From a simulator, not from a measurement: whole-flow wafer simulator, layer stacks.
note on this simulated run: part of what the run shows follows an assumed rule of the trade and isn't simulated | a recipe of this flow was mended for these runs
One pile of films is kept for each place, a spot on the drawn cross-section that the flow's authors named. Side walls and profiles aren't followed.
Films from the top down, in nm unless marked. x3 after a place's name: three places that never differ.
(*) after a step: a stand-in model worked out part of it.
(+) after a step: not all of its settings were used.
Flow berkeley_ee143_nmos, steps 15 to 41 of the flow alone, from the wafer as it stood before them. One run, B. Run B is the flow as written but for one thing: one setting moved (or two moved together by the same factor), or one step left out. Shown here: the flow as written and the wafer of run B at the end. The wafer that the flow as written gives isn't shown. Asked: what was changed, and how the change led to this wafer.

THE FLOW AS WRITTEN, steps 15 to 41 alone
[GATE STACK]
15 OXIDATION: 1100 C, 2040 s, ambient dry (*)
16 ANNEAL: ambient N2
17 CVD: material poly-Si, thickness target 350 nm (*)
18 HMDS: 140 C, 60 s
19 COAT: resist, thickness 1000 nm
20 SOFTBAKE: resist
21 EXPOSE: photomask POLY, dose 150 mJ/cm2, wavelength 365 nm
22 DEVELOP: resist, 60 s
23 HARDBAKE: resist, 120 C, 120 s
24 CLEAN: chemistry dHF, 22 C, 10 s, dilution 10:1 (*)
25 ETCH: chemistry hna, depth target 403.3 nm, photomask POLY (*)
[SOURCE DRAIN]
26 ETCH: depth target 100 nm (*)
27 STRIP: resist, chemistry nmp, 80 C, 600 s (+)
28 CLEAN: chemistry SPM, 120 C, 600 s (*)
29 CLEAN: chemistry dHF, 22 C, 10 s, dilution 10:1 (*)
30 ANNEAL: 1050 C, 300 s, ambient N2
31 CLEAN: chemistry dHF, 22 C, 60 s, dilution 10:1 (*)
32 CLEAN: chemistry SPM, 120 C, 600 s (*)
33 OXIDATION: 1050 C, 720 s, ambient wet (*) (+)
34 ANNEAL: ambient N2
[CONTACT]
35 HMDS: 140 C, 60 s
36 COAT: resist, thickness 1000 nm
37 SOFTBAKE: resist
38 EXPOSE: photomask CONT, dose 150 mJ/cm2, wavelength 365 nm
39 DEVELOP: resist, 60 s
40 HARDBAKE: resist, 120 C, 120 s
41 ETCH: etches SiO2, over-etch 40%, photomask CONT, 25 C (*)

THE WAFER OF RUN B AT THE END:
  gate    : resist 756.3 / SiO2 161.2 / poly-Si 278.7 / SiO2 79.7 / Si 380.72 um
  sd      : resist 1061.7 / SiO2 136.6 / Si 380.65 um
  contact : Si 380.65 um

The cause: step 33, OXIDATION: 461 s was run, where the flow has 720 s.

How the change led to this, step by step:
  33 OXIDATION: 1050 C, 720 s, ambient wet (*) (+)
      sd, contact: SiO2 +136.6 (new film), chemical SiO2 -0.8 (all of it), Si -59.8 (as written it would be: SiO2 +189.4 (new film), chemical SiO2 -0.8 (all of it), Si -83)
      gate: SiO2 +161.2 (new film), chemical SiO2 -0.8 (all of it), poly-Si -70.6 (as written it would be: SiO2 +217.6 (new film), chemical SiO2 -0.8 (all of it), poly-Si -95.4)
      (and at 1 more place)
  41 ETCH: etches SiO2, over-etch 40%, photomask CONT, 25 C (*)
      contact: SiO2 -136.6 (all of it) (as written it would be: SiO2 -189.4 (all of it))
